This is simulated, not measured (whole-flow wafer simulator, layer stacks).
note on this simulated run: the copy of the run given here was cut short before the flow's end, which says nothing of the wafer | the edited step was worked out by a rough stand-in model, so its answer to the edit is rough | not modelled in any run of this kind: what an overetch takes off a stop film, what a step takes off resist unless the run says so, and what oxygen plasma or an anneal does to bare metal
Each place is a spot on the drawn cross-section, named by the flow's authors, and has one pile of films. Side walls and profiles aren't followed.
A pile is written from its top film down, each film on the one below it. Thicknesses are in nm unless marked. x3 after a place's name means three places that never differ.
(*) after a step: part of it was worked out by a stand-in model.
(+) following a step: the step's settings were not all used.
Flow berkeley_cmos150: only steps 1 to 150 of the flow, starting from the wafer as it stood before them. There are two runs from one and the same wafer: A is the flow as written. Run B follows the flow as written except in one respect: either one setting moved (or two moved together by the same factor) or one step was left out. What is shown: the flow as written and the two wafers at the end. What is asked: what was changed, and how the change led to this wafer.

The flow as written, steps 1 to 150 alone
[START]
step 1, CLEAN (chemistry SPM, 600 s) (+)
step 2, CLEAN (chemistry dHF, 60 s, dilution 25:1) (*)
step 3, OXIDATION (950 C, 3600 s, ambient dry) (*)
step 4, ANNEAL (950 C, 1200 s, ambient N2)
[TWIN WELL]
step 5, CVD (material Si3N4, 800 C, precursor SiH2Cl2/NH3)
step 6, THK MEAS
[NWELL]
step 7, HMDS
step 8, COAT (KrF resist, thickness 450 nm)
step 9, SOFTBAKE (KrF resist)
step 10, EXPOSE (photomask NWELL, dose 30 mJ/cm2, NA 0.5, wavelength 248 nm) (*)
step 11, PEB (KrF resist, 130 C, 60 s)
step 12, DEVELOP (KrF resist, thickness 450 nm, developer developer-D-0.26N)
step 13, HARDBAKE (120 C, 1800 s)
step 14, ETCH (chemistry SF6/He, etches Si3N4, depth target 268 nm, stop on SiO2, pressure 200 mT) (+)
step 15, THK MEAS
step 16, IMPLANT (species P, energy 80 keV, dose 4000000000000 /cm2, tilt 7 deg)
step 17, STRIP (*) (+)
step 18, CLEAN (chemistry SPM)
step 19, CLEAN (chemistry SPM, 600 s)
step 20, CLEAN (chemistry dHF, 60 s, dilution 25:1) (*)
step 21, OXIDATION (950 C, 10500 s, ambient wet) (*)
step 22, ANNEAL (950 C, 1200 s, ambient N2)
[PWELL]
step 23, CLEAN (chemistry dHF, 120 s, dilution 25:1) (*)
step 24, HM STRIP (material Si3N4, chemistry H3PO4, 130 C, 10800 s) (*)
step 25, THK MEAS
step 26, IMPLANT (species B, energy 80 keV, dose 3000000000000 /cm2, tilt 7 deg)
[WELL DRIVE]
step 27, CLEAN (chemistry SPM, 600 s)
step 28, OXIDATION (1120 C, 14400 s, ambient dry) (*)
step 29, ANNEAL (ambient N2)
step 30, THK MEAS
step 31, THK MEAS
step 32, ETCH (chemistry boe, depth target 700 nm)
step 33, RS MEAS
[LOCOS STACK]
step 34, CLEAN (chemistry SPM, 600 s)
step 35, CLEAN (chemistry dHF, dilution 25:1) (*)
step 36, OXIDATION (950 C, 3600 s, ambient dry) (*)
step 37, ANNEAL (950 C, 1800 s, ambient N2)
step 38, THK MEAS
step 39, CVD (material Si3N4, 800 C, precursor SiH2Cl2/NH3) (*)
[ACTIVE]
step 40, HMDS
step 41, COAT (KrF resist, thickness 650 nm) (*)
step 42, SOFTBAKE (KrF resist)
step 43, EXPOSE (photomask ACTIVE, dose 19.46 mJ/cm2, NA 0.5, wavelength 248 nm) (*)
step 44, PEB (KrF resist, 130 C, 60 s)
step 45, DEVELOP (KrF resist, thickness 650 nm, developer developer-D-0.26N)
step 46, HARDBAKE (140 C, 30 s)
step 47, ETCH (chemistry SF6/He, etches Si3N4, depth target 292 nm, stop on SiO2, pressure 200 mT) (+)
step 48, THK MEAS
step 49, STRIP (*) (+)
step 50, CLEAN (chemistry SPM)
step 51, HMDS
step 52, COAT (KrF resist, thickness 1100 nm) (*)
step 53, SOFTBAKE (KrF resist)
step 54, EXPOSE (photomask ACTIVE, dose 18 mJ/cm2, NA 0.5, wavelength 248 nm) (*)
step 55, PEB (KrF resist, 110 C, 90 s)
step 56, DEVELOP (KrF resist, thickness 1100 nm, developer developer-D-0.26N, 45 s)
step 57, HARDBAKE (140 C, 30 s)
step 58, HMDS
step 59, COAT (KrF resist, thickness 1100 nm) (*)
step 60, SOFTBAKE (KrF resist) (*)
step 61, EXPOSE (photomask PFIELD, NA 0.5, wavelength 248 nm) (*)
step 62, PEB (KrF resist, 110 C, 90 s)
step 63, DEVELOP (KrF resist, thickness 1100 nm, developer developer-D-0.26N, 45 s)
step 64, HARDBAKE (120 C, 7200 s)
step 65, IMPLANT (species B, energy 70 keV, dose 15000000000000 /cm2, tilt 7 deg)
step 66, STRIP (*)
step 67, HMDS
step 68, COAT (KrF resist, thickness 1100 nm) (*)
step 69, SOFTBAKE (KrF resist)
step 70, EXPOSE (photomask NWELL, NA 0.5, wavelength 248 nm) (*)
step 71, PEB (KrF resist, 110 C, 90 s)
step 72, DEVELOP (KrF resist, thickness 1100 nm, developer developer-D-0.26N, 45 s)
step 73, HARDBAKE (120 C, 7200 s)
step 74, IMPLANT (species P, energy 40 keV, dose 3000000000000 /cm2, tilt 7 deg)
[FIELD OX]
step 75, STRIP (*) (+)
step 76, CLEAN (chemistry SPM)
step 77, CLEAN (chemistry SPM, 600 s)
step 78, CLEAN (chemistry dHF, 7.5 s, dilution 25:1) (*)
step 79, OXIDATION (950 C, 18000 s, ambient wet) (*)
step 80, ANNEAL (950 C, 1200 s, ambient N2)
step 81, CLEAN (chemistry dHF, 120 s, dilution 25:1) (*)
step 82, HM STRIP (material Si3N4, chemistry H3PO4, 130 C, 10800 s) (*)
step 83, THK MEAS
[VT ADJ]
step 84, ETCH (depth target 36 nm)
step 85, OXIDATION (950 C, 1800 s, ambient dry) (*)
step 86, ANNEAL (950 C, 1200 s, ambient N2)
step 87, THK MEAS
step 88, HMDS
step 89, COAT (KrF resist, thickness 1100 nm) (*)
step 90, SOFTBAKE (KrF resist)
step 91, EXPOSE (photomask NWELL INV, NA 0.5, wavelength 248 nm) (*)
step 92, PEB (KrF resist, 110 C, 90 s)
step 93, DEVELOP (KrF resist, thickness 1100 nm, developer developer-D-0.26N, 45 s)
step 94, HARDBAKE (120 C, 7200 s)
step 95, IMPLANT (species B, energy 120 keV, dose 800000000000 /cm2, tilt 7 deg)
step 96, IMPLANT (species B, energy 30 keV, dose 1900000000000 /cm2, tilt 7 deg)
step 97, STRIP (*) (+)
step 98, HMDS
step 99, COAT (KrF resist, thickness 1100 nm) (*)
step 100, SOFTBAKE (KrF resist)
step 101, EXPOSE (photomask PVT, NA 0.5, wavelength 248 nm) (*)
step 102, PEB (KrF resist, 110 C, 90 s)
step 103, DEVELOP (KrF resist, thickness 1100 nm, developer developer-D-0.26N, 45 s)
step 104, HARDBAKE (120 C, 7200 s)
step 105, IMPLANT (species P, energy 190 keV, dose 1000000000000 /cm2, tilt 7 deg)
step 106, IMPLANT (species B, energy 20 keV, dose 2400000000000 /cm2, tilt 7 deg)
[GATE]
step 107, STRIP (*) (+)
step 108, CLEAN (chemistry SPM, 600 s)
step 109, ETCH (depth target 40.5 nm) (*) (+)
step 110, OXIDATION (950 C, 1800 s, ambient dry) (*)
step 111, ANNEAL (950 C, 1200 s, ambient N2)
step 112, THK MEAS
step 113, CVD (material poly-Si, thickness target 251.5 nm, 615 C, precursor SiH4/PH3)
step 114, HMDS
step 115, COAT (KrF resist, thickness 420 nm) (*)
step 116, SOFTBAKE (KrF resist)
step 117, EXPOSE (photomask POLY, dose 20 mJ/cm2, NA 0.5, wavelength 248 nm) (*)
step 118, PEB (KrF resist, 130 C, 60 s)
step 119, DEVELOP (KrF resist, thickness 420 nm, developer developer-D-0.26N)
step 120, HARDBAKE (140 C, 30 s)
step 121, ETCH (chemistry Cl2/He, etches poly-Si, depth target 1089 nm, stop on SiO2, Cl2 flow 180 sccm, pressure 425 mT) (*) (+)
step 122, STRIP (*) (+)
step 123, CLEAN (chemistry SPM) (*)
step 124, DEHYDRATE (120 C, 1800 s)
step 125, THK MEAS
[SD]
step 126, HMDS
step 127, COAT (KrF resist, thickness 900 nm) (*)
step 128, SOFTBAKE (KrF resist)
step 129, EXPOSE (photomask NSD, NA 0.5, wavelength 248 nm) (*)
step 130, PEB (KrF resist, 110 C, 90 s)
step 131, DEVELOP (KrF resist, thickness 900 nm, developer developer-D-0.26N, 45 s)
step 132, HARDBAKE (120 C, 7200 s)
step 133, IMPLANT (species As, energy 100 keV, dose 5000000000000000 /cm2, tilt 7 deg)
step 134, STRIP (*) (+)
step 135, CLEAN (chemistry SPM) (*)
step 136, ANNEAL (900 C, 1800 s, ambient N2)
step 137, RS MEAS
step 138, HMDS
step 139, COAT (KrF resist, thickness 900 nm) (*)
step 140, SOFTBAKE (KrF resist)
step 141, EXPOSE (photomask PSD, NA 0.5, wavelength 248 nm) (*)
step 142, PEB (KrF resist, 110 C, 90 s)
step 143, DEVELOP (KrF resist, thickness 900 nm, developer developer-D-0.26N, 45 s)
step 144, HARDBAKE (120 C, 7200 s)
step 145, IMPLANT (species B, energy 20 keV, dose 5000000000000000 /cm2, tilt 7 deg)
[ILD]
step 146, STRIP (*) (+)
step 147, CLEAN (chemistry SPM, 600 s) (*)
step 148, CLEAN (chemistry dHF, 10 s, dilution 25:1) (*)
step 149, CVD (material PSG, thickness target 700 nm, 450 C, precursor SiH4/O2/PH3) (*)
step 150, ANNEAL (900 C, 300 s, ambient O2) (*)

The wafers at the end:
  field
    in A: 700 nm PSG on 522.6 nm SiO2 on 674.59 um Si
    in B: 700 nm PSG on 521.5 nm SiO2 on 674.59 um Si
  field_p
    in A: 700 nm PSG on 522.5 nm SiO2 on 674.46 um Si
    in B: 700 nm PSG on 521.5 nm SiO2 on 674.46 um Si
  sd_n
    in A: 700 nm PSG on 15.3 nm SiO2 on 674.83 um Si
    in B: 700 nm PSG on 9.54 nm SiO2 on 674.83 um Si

What caused this: step 110, OXIDATION: 1044 s was run, while the flow as written has 1800 s.

The path from the change to this, step by step:
  step 110, OXIDATION (950 C, 1800 s, ambient dry) (*)
      sd_n, gate_n, sd_p, gate_p, contact, m1: A SiO2 gains 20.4 (new film), Si loses 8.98 | B SiO2 gains 14.6 (new film), Si loses 6.44
      field, field_p: A SiO2 gains 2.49, Si loses 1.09 | B SiO2 gains 1.44, Si loses 0.64
